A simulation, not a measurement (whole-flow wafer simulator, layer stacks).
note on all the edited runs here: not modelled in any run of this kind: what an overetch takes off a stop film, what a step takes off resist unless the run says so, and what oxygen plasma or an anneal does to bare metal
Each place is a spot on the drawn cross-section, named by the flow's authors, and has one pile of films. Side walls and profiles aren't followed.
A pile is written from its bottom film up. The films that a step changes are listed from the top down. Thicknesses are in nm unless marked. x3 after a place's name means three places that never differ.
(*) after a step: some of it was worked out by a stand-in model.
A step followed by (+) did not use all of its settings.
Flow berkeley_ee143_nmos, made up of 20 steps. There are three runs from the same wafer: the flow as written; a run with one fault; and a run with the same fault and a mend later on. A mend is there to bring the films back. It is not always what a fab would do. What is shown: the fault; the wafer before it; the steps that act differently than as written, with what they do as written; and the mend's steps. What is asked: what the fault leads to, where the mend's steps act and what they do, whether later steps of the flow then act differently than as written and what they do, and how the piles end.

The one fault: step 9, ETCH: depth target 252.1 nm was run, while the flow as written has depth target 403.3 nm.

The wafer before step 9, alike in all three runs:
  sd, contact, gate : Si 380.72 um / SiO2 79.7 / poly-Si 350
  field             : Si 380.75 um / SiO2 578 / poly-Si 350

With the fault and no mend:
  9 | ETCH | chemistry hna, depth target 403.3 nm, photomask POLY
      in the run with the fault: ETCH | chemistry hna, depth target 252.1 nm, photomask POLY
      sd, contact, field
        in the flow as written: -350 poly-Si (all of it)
        in the run with the fault: -252.1 poly-Si
  Later steps of the flow acting differently than as written:
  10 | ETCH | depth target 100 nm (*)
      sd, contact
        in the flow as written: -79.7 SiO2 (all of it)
        in the run with the fault: nothing
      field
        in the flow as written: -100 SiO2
        in the run with the fault: nothing
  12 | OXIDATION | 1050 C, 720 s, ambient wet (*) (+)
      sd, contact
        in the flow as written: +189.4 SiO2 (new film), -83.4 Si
        in the run with the fault: +217.6 SiO2 (new film), -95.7 poly-Si
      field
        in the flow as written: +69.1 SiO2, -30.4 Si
        in the run with the fault: +217.6 SiO2 (new film), -95.7 poly-Si
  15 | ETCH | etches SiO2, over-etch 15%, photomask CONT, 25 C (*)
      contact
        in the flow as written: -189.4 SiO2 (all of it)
        in the run with the fault: -217.6 SiO2 (all of it)
  At sd, contact, field, the piles at the end differ from the flow's by more than 2% or 0.5 nm, whichever is larger.
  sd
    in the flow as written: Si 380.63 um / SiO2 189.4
    in the run with the fault: Si 380.72 um / SiO2 79.7 / poly-Si 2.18 / SiO2 217.6
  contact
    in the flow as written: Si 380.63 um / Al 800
    in the run with the fault: Si 380.72 um / SiO2 79.7 / poly-Si 2.18 / Al 800
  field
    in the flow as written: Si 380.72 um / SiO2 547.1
    in the run with the fault: Si 380.75 um / SiO2 578 / poly-Si 2.18 / SiO2 217.6

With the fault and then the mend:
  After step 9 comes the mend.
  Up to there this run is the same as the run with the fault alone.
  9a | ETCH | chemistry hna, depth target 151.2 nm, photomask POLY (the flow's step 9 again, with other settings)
      sd, contact, field
        -97.9 poly-Si (all of it)
  Every later step of the flow that is run acts as written at every place that is followed.
  At every place that both follow, the piles at the end match the flow's.
